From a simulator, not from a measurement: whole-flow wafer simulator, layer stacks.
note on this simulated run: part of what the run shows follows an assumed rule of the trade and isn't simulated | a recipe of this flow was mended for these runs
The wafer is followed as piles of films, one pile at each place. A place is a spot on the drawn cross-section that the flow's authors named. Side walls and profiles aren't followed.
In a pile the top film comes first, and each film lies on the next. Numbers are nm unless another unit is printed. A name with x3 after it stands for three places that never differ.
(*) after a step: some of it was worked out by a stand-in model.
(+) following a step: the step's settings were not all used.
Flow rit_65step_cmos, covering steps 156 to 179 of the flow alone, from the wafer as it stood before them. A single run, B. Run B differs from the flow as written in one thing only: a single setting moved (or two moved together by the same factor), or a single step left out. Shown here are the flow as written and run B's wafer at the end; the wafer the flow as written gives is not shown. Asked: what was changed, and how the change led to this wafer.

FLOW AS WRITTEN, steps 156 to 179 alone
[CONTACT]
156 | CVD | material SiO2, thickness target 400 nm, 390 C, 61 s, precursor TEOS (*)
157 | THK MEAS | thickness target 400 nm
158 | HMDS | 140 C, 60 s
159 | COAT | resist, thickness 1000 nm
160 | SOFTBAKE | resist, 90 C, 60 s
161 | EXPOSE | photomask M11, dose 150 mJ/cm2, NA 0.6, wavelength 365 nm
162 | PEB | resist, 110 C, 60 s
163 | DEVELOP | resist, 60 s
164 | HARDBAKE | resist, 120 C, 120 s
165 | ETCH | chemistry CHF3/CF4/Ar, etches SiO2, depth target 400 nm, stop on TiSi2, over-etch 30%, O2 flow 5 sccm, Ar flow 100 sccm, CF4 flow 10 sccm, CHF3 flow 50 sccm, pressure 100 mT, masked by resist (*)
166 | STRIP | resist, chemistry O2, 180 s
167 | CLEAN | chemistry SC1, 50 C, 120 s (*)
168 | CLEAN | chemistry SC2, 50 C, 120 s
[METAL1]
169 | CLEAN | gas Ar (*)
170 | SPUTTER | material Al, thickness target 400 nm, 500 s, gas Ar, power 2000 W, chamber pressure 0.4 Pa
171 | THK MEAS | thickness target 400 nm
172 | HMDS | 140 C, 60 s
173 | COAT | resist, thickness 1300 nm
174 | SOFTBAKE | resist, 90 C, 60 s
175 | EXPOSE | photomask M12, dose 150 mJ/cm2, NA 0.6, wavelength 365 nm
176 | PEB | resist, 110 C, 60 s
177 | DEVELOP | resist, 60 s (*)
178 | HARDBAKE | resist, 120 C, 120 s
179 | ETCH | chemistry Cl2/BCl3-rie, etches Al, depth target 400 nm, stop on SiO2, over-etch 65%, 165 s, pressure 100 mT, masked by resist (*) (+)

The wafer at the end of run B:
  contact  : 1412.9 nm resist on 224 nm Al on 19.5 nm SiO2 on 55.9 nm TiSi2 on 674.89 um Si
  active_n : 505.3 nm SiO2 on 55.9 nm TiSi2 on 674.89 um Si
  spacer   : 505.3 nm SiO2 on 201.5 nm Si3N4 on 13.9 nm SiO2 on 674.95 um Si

Cause: step 156, CVD: thickness target 545 nm was run, though the flow has thickness target 400 nm; step 156, CVD: 83 s was run, where the flow has 61 s.

How this came from the change, step by step:
  156 | CVD | material SiO2, thickness target 400 nm, 390 C, 61 s, precursor TEOS (*)
      active_n, active_p, gate_n and 7 more: +545 SiO2 (new film) (as written it would have been: +400 SiO2 (new film))
      field, field_pw, field_nw, field_p: +545 SiO2 (as written it would have been: +400 SiO2)
  165 | ETCH | chemistry CHF3/CF4/Ar, etches SiO2, depth target 400 nm, stop on TiSi2, over-etch 30%, O2 flow 5 sccm, Ar flow 100 sccm, CF4 flow 10 sccm, CHF3 flow 50 sccm, pressure 100 mT, masked by resist (*)
      contact: -520 SiO2 (as written it would have been: -400 SiO2 (all of it), -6 TiSi2)
  169 | CLEAN | gas Ar (*)
      contact: -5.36 SiO2 (as written it would have been: -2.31 TiSi2)
  170 | SPUTTER | material Al, thickness target 400 nm, 500 s, gas Ar, power 2000 W, chamber pressure 0.4 Pa
      contact: +224 Al (new film) (as written it would have been: +255.4 Al (new film))
  173 | COAT | resist, thickness 1300 nm
      contact: +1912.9 resist (new film) (as written it would have been: +1785.1 resist (new film))
  176 | PEB | resist, 110 C, 60 s
      contact: -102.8 resist (as written it would have been: -95.5 resist)
  178 | HARDBAKE | resist, 120 C, 120 s
      contact: -67.2 resist (as written it would have been: -62.1 resist)
